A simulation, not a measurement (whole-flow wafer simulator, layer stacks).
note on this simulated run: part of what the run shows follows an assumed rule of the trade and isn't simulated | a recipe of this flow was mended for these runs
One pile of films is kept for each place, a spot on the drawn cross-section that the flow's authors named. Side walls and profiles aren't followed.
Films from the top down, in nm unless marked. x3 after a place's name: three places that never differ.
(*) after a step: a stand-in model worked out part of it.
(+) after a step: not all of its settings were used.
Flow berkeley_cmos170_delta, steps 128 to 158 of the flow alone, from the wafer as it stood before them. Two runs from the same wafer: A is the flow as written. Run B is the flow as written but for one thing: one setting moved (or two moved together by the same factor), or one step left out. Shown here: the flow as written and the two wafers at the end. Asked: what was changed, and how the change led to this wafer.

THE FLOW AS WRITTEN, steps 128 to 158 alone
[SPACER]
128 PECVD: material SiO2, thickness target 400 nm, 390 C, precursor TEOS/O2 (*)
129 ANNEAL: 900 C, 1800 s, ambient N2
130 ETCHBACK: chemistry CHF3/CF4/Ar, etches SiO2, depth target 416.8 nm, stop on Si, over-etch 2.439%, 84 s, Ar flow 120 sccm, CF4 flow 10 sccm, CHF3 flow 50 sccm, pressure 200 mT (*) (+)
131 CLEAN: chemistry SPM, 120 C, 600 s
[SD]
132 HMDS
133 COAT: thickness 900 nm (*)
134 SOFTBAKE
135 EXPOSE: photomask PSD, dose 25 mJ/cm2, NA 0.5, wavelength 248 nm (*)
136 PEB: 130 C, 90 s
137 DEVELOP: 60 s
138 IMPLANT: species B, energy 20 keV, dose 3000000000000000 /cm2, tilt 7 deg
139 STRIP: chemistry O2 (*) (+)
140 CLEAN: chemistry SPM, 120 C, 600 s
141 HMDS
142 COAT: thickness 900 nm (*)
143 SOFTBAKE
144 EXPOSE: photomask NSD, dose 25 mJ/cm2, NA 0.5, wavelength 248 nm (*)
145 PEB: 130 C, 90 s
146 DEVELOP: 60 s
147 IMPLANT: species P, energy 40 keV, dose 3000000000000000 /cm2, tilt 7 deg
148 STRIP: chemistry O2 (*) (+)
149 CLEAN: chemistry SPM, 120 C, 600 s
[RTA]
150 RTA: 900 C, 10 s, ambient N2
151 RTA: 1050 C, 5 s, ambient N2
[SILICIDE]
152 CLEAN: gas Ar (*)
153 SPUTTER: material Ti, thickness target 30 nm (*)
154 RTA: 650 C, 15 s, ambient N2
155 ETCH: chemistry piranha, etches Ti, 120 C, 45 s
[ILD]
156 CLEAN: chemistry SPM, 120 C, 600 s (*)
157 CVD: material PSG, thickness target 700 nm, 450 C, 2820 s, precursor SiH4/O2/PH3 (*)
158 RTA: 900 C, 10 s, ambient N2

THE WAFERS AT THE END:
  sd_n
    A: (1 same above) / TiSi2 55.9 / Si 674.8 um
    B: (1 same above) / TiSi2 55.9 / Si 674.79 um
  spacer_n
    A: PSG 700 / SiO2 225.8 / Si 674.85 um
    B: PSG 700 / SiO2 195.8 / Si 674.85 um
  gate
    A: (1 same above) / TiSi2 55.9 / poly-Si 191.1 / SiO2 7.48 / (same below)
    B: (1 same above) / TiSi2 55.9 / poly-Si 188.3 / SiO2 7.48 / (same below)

The cause: step 128, PECVD: thickness target 370 nm was run, where the flow has thickness target 400 nm.

How the change led to this, step by step:
  128 PECVD: material SiO2, thickness target 400 nm, 390 C, precursor TEOS/O2 (*)
      field, sd_n, contact, m1: A SiO2 +400 | B SiO2 +370
      spacer_n, sd_p, spacer_p: A SiO2 +383.7 | B SiO2 +355.1
      (and at 2 more places)
  130 ETCHBACK: chemistry CHF3/CF4/Ar, etches SiO2, depth target 416.8 nm, stop on Si, over-etch 2.439%, 84 s, Ar flow 120 sccm, CF4 flow 10 sccm, CHF3 flow 50 sccm, pressure 200 mT (*) (+)
      sd_n: A SiO2 -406 (all of it), Si -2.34 | B SiO2 -376 (all of it), Si -5.07
      gate: A SiO2 -400 (all of it), chemical SiO2 -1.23 (all of it), poly-Si -2.34 | B SiO2 -370 (all of it), chemical SiO2 -1.23 (all of it), poly-Si -5.07
      (and at 4 more places)
  154 RTA: 650 C, 15 s, ambient N2
      sd_p: A Ti -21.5, TiSi first +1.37 (new film), TiSi2 C49 +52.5 (new film), Si -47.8 | B Ti -21.8, TiSi first +2.18 (new film), TiSi2 C49 +52.2 (new film), Si -48
  158 RTA: 900 C, 10 s, ambient N2
      sd_p: A under 1 film: TiSi2 +51.3 (new film), TiSi first -1.27 (all of it), TiSi2 C49 -52.5 (all of it), Si -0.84 | B under 1 film: TiSi2 +52 (new film), TiSi first -2.08 (all of it), TiSi2 C49 -52.2 (all of it), Si -1.38
